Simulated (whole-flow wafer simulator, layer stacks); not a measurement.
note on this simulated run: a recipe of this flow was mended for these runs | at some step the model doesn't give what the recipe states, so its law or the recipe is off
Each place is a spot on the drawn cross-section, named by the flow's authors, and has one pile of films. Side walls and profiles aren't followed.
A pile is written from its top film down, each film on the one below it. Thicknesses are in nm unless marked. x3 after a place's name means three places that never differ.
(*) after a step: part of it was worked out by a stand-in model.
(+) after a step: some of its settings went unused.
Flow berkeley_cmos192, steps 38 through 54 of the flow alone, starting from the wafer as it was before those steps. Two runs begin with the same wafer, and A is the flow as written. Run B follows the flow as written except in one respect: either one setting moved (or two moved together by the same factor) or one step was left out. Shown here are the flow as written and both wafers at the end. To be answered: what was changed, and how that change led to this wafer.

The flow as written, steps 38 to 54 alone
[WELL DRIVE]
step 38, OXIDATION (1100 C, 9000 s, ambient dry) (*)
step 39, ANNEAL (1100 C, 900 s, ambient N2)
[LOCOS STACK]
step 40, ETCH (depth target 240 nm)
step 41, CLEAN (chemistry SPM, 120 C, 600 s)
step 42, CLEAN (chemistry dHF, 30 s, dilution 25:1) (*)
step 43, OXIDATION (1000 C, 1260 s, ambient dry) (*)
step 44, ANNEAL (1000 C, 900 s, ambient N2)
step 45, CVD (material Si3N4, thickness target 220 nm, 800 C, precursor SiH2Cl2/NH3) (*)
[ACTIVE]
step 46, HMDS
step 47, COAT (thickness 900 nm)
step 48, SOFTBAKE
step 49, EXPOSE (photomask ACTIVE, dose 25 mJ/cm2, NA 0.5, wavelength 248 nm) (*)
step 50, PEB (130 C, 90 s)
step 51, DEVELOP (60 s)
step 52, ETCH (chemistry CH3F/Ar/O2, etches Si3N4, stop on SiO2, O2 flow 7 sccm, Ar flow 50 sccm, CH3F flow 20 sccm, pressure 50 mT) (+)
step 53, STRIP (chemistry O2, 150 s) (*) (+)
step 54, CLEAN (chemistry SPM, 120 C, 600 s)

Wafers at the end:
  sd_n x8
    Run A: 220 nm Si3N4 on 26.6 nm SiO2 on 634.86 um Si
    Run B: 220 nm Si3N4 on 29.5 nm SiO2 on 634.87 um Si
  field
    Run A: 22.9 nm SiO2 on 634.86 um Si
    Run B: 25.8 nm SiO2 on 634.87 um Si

The reason: step 40, ETCH: depth target 187 nm was run, though the flow has depth target 240 nm.

Step by step, how the change led to this:
  step 40, ETCH (depth target 240 nm)
      field, sd_n x8: A -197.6 SiO2 (all of it) | B -187 SiO2
  step 41, CLEAN (chemistry SPM, 120 C, 600 s)
      field, sd_n x8: A +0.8 chemical SiO2 (new film), -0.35 Si | B nothing
  step 42, CLEAN (chemistry dHF, 30 s, dilution 25:1) (*)
      field, sd_n x8: A -0.8 chemical SiO2 (all of it) | B -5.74 SiO2
  step 43, OXIDATION (1000 C, 1260 s, ambient dry) (*)
      field, sd_n x8: A +26.6 SiO2 (new film), -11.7 Si | B +24.6 SiO2, -10.8 Si
